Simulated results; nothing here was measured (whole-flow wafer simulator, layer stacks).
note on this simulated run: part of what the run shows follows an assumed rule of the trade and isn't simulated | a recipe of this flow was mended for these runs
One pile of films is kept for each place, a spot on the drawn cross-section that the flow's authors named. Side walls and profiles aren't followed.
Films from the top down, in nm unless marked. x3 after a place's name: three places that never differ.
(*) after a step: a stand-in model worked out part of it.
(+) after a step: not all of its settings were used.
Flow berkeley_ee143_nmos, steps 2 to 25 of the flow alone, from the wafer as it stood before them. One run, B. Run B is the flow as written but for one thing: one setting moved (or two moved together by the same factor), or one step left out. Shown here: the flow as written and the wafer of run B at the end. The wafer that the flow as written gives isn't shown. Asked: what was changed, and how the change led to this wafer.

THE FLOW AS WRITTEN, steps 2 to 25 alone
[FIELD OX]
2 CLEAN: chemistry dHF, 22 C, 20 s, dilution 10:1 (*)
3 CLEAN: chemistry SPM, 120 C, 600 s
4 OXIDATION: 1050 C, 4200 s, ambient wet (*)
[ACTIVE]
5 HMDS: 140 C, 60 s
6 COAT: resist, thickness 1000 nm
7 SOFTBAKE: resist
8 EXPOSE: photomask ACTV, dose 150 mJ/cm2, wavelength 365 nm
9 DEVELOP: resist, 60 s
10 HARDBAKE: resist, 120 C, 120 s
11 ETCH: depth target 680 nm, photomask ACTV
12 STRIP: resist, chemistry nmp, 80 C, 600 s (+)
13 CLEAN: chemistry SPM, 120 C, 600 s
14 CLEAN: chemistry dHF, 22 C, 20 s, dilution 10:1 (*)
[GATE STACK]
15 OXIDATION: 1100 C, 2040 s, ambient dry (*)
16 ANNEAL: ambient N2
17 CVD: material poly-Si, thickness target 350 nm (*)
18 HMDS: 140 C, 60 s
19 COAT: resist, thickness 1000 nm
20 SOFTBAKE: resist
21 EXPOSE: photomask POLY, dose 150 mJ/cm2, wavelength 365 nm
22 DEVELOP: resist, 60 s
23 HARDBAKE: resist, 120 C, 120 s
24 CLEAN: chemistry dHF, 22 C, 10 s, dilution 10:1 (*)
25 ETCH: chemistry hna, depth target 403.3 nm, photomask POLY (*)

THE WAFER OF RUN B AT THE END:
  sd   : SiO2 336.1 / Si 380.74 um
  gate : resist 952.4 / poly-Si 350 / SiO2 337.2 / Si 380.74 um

The cause: step 11, ETCH: depth target 238 nm was run, where the flow has depth target 680 nm.

How the change led to this, step by step:
  11 ETCH: depth target 680 nm, photomask ACTV
      gate, sd, contact: SiO2 -238 (as written it would be: SiO2 -566.4 (all of it))
  13 CLEAN: chemistry SPM, 120 C, 600 s
      gate, sd, contact: nothing (as written it would be: chemical SiO2 +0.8 (new film), Si -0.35)
  14 CLEAN: chemistry dHF, 22 C, 20 s, dilution 10:1 (*)
      gate, sd, contact: SiO2 -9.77 (as written it would be: chemical SiO2 -0.8 (all of it))
  15 OXIDATION: 1100 C, 2040 s, ambient dry (*)
      gate, sd, contact: SiO2 +18.6, Si -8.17 (as written it would be: SiO2 +79.7 (new film), Si -35.1)
  19 COAT: resist, thickness 1000 nm
      gate: resist +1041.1 (new film) (as written it would be: resist +1093.4 (new film))
      sd: resist +1030.3 (new film) (as written it would be: resist +1066.2 (new film))
      (and at 2 more places)
  22 DEVELOP: resist, 60 s
      sd: resist -1030.3 (all of it) (as written it would be: resist -1066.2 (all of it))
      contact: resist -1040.2 (all of it) (as written it would be: resist -1092 (all of it))
      (and at 1 more place)
  23 HARDBAKE: resist, 120 C, 120 s
      gate: resist -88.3 (as written it would be: resist -93.2)
